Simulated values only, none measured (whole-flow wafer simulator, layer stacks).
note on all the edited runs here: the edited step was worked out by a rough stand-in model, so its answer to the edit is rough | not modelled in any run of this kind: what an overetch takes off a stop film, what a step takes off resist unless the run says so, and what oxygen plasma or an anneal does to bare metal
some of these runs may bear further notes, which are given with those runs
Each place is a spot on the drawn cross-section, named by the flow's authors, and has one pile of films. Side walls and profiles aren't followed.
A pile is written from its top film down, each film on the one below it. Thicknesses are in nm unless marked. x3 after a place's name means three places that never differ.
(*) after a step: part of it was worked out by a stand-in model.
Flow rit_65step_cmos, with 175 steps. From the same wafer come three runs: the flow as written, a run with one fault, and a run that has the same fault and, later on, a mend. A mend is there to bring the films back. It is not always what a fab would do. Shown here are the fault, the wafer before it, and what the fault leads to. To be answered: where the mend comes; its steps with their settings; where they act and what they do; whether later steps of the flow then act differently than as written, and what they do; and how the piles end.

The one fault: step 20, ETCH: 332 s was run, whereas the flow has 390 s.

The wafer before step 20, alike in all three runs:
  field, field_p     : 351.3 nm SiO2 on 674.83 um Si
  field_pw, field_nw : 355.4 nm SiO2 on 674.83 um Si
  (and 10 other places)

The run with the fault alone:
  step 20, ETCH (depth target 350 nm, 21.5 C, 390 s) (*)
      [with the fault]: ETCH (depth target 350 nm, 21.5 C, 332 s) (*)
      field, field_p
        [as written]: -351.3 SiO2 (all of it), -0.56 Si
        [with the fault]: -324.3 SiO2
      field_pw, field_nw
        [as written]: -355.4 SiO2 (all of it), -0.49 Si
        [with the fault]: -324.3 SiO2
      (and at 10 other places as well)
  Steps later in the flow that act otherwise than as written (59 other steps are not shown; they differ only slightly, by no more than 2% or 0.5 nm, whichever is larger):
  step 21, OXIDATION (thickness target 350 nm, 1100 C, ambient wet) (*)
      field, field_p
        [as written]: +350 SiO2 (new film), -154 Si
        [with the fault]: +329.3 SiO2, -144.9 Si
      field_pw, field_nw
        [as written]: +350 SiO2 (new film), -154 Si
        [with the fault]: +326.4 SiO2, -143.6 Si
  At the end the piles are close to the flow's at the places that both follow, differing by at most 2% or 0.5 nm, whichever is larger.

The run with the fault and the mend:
  The mend stands after step 20.
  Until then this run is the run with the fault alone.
  step 20a, ETCH (depth target 350 nm, 21.5 C, 58 s) (the flow's step 20 again, with other settings)
      field, field_p
        -27.1 SiO2 (all of it)
      field_pw, field_nw
        -31.1 SiO2 (all of it)
  Later steps of the flow that are run all act as written at every place that is followed, up to a difference of at most 2% or 0.5 nm, whichever is larger.
  At the end the piles are close to the flow's at the places that both follow, differing by at most 2% or 0.5 nm, whichever is larger.
